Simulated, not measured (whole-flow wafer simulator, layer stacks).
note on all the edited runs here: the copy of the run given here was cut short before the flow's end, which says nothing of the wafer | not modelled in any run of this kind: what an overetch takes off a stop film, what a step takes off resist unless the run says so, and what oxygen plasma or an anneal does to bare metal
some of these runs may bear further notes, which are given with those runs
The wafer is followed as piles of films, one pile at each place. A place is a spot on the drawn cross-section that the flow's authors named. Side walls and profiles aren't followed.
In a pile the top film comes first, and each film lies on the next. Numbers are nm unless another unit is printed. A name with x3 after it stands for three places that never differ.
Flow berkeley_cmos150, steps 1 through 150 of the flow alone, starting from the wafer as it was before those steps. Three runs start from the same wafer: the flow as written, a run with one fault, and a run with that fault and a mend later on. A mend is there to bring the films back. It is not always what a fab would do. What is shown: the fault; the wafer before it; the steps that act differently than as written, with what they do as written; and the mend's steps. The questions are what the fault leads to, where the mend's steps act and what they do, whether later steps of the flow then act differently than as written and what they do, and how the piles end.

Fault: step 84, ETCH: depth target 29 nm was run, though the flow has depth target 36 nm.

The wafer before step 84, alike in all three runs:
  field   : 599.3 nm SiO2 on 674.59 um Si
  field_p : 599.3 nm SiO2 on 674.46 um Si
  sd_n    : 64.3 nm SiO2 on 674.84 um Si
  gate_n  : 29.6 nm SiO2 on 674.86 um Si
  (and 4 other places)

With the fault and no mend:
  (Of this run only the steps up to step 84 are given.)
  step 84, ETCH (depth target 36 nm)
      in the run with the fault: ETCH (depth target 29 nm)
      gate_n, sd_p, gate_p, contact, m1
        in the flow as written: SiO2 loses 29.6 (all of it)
        in the run with the fault: SiO2 loses 29
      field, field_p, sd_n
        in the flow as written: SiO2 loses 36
        in the run with the fault: SiO2 loses 29
  Once step 84 is done, the piles at sd_n, gate_n, sd_p, gate_p, contact, m1 depart from the flow's by more than 2% or 0.5 nm, whichever is larger.
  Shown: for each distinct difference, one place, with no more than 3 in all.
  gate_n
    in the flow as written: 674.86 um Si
    in the run with the fault: 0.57 nm SiO2 on 674.86 um Si
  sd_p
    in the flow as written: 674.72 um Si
    in the run with the fault: 0.57 nm SiO2 on 674.72 um Si
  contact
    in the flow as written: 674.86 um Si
    in the run with the fault: 0.59 nm SiO2 on 674.86 um Si

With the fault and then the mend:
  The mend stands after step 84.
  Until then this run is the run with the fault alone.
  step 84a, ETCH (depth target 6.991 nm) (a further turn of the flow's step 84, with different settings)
      gate_n, sd_p, gate_p, m1
        SiO2 loses 0.57 (all of it)
      field, field_p, sd_n
        SiO2 loses 6.99
      contact
        SiO2 loses 0.59 (all of it)
  None of the later steps of the flow differs from how it acts as written, at any place that is followed, by more than 2% or 0.5 nm, whichever is larger.
  By the end, the piles equal the flow's at every place that both follow.
